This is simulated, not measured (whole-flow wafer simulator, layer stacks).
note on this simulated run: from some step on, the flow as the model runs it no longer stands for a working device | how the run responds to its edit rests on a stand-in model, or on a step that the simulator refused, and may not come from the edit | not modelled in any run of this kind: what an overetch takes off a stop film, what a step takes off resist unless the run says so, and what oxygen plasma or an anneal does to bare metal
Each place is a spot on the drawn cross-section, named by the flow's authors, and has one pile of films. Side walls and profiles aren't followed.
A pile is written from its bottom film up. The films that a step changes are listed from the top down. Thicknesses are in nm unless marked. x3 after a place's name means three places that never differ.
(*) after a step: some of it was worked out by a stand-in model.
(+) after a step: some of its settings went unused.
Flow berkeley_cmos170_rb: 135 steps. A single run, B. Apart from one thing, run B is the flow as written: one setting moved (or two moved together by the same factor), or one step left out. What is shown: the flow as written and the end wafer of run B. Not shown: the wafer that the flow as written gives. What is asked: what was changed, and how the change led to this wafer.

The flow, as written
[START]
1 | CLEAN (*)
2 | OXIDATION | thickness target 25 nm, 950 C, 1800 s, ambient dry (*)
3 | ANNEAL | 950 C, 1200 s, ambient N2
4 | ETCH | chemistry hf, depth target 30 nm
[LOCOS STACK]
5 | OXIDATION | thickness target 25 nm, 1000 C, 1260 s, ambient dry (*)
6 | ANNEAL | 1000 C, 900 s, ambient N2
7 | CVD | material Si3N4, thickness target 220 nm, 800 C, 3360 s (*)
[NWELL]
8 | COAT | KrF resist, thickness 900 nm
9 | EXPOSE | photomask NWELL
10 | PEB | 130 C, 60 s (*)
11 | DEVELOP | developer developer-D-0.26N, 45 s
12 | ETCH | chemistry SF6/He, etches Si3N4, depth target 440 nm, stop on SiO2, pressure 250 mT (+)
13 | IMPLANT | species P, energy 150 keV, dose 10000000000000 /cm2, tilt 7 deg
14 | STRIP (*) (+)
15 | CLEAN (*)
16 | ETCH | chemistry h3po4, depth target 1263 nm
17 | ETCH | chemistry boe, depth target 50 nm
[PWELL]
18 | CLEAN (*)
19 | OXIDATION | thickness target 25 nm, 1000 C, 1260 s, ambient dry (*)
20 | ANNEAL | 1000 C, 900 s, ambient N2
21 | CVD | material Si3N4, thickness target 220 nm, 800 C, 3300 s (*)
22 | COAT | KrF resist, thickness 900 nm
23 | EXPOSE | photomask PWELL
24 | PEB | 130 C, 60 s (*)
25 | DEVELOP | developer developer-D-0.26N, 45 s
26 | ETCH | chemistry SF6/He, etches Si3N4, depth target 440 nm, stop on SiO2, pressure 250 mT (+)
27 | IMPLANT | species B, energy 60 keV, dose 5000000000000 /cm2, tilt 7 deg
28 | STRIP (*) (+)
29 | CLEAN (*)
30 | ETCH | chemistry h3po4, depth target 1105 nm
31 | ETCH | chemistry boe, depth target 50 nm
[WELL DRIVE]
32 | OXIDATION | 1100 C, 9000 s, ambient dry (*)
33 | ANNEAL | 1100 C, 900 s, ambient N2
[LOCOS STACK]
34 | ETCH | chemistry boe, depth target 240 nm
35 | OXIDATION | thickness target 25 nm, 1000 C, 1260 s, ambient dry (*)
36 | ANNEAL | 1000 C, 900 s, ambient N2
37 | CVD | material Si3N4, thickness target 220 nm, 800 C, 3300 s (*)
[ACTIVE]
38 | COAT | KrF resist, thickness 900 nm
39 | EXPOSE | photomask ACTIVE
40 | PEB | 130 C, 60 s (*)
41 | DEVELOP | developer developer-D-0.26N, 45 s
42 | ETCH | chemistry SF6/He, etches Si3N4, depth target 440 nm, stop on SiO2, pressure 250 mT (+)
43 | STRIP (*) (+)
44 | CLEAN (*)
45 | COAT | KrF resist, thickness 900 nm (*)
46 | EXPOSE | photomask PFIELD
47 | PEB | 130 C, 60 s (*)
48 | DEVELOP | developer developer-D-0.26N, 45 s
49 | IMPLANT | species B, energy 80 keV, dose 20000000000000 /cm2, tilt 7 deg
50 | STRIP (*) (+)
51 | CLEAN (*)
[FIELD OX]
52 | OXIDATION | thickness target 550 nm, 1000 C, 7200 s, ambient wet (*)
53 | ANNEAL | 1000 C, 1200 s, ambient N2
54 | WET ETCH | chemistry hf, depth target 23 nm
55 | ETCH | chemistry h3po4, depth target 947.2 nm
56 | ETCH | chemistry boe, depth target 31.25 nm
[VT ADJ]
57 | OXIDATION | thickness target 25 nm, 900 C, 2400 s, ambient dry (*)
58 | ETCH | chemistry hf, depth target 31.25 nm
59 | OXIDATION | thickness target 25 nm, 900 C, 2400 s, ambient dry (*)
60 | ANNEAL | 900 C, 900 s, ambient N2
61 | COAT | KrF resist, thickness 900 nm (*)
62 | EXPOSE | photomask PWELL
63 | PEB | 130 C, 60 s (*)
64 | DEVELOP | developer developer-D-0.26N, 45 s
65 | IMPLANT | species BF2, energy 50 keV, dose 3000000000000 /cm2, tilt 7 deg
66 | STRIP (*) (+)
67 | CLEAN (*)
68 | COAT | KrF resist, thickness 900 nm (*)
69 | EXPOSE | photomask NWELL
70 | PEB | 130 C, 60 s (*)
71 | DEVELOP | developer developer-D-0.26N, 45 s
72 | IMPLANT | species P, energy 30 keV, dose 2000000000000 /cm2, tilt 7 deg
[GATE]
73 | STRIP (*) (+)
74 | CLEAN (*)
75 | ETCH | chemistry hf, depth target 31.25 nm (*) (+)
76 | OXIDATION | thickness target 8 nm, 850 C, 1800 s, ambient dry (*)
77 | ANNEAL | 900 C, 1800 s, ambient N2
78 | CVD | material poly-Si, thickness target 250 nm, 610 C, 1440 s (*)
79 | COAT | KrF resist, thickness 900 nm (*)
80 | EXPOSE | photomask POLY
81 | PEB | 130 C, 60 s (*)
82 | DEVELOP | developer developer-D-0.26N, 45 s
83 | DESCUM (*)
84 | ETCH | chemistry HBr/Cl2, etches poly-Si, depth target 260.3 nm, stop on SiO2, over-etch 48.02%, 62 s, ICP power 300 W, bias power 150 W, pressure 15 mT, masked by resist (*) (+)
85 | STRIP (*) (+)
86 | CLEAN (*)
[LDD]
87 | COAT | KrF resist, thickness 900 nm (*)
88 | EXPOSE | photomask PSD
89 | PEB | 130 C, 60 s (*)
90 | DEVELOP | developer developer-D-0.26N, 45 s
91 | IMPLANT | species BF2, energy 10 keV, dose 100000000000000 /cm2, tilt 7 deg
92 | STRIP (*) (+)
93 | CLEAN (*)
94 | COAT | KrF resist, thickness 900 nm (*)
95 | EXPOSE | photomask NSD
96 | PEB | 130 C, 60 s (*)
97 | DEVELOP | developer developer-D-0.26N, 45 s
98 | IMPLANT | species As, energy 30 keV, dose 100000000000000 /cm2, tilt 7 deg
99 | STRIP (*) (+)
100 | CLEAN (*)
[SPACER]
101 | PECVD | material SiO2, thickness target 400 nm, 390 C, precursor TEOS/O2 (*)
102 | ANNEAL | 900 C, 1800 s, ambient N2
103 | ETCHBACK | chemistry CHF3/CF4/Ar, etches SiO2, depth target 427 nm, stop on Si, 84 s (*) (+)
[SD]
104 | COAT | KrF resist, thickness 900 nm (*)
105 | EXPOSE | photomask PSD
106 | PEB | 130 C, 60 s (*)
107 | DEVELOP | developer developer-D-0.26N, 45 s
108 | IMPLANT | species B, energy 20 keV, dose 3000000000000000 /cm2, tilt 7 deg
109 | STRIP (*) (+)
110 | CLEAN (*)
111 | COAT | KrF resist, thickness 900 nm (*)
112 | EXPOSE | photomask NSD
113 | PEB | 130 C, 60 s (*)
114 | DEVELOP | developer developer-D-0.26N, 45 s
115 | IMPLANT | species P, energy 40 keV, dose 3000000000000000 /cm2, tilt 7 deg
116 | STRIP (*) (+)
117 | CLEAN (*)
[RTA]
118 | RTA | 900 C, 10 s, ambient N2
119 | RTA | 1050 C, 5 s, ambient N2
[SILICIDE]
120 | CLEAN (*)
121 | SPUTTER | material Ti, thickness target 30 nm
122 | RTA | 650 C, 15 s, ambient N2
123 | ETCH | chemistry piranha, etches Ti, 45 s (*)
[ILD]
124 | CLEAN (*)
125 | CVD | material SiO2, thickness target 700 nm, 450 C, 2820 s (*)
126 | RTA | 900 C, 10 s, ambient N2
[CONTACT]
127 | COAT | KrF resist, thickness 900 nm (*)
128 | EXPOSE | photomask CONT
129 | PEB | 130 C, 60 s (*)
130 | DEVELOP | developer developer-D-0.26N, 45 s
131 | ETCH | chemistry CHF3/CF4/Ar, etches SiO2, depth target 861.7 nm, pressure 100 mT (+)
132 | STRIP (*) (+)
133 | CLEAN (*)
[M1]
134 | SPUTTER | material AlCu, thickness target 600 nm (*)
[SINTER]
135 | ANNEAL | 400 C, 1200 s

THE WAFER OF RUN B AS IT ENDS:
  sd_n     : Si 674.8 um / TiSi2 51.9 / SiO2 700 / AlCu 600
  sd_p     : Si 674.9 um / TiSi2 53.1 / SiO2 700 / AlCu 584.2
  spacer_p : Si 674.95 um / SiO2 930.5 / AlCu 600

The reason: step 30, ETCH: chemistry h3po4, depth target 1105 nm, was skipped.

The path from the change to this, step by step:
  31 | ETCH | chemistry boe, depth target 50 nm
      sd_p, spacer_p, gate_p, m1: nothing (it would be, as written: SiO2 loses 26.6 (all of it))
  32 | OXIDATION | 1100 C, 9000 s, ambient dry (*)
      sd_p, spacer_p, gate_p: nothing (it would be, as written: SiO2 gains 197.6 (new film), Si loses 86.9)
      m1: under 1 film: SiO2 gains 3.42, Si loses 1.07 (it would be, as written: SiO2 gains 197.6 (new film), Si loses 86.9)
  34 | ETCH | chemistry boe, depth target 240 nm
      sd_p, spacer_p, gate_p, m1: nothing (it would be, as written: SiO2 loses 197.6 (all of it))
  35 | OXIDATION | thickness target 25 nm, 1000 C, 1260 s, ambient dry (*)
      sd_p, spacer_p, gate_p, m1: nothing (it would be, as written: SiO2 gains 26.6 (new film), Si loses 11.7)
  37 | CVD | material Si3N4, thickness target 220 nm, 800 C, 3300 s (*)
      sd_p, spacer_p, gate_p, m1: Si3N4 gains 220 (it would be, as written: Si3N4 gains 220 (new film))
  38 | COAT | KrF resist, thickness 900 nm
      field: KrF resist gains 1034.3 (new film) (it would be, as written: KrF resist gains 900 (new film))
      sd_n: KrF resist gains 1008.3 (new film) (it would be, as written: KrF resist gains 900 (new film))
      (also at 7 further places)
  41 | DEVELOP | developer developer-D-0.26N, 45 s
      field: KrF resist loses 1034.3 (all of it) (it would be, as written: KrF resist loses 900 (all of it))
  43 | STRIP (*) (+)
      sd_n: KrF resist loses 635.4 (all of it) (it would be, as written: KrF resist loses 527.1 (all of it))
      spacer_n: KrF resist loses 581.9 (all of it) (it would be, as written: KrF resist loses 527.1 (all of it))
      (also at 6 further places)
  45 | COAT | KrF resist, thickness 900 nm (*)
      field: KrF resist gains 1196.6 (new film) (it would be, as written: KrF resist gains 1066.8 (new film))
      sd_n: KrF resist gains 951.4 (new film) (it would be, as written: KrF resist gains 854.5 (new film))
      (also at 7 further places)
  48 | DEVELOP | developer developer-D-0.26N, 45 s
      field: KrF resist loses 1196.6 (all of it) (it would be, as written: KrF resist loses 1066.8 (all of it))
  50 | STRIP (*) (+)
      sd_n: KrF resist loses 937.2 (all of it) (it would be, as written: KrF resist loses 840.3 (all of it))
      spacer_n: KrF resist loses 903.7 (all of it) (it would be, as written: KrF resist loses 861 (all of it))
      (also at 6 further places)
  52 | OXIDATION | thickness target 550 nm, 1000 C, 7200 s, ambient wet (*)
      sd_p: SiO2 gains 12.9 (new film), Si3N4 loses 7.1 (it would be, as written: SiO2 gains 12.9 (new film), Si3N4 loses 7.1, SiO2 gains 0.08, Si loses 0.08)
      m1: SiO2 gains 12.9 (new film), Si3N4 loses 7.1 (it would be, as written: SiO2 gains 12.9 (new film), Si3N4 loses 7.1, SiO2 gains 4.96, Si loses 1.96)
  55 | ETCH | chemistry h3po4, depth target 947.2 nm
      sd_p, spacer_p, gate_p, m1: Si3N4 loses 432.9 (all of it) (it would be, as written: Si3N4 loses 212.9 (all of it))
  56 | ETCH | chemistry boe, depth target 31.25 nm
      m1: SiO2 loses 30 (all of it) (it would be, as written: SiO2 loses 31.5 (all of it))
  61 | COAT | KrF resist, thickness 900 nm (*)
      field: KrF resist gains 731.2 (new film) (it would be, as written: KrF resist gains 705.7 (new film))
      sd_n: KrF resist gains 984.5 (new film) (it would be, as written: KrF resist gains 957.5 (new film))
      (also at 5 further places)
  64 | DEVELOP | developer developer-D-0.26N, 45 s
      field: KrF resist loses 731.2 (all of it) (it would be, as written: KrF resist loses 705.7 (all of it))
      sd_n: KrF resist loses 984.5 (all of it) (it would be, as written: KrF resist loses 957.5 (all of it))
      (also at 1 further place)
  ... 26 further steps ...
  134 | SPUTTER | material AlCu, thickness target 600 nm (*)
      sd_p: AlCu gains 584.2 (new film) (it would be, as written: AlCu gains 545.9 (new film))
